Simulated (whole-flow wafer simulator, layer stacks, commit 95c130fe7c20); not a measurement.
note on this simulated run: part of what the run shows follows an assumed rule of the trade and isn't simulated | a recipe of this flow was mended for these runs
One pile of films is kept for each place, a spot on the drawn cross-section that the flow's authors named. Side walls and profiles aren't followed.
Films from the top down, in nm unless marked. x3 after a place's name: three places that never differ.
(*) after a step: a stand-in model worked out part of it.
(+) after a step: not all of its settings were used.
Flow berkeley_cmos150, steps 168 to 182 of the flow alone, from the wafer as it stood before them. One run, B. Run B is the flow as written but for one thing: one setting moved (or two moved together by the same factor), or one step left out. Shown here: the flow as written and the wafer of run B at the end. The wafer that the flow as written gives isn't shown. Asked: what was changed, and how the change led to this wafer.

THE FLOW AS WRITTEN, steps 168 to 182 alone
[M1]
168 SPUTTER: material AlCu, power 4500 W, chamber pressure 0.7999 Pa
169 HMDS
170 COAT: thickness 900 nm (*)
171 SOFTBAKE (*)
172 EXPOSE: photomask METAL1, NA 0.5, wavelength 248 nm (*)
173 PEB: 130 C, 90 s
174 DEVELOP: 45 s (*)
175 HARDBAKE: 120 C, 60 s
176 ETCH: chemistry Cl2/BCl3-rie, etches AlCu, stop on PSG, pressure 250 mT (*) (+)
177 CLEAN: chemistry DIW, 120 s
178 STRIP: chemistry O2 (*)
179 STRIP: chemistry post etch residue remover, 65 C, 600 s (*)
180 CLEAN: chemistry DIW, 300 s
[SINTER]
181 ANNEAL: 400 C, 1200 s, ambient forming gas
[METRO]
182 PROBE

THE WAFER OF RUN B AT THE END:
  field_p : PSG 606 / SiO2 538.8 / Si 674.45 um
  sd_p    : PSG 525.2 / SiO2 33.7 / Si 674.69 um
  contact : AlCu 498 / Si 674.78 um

The cause: step 168, SPUTTER: chamber pressure 0.518 Pa was run, where the flow has chamber pressure 0.7999 Pa.

How the change led to this, step by step:
  168 SPUTTER: material AlCu, power 4500 W, chamber pressure 0.7999 Pa
      field, sd_n, gate_n, gate_p, m1: AlCu +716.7 (new film) (as written it would be: AlCu +626.1 (new film))
      field_p: AlCu +716.7 (new film) (as written it would be: AlCu +619.8 (new film))
      (and at 2 more places)
  170 COAT: thickness 900 nm (*)
      sd_p: thick-KrF-resist +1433 (new film) (as written it would be: thick-KrF-resist +1400.4 (new film))
  174 DEVELOP: 45 s (*)
      sd_p: thick-KrF-resist -1429.3 (all of it), AlCu -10 (as written it would be: thick-KrF-resist -1396.9 (all of it), AlCu -10)
  176 ETCH: chemistry Cl2/BCl3-rie, etches AlCu, stop on PSG, pressure 250 mT (*) (+)
      field, sd_n, gate_n, gate_p: AlCu -706.7 (all of it), PSG -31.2 (as written it would be: AlCu -616.1 (all of it), PSG -31.2)
      contact, m1: thick-KrF-resist -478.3 (as written it would be: thick-KrF-resist -433.1)
      (and at 2 more places)
  178 STRIP: chemistry O2 (*)
      m1: thick-KrF-resist -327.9 (all of it) (as written it would be: thick-KrF-resist -373.8 (all of it))
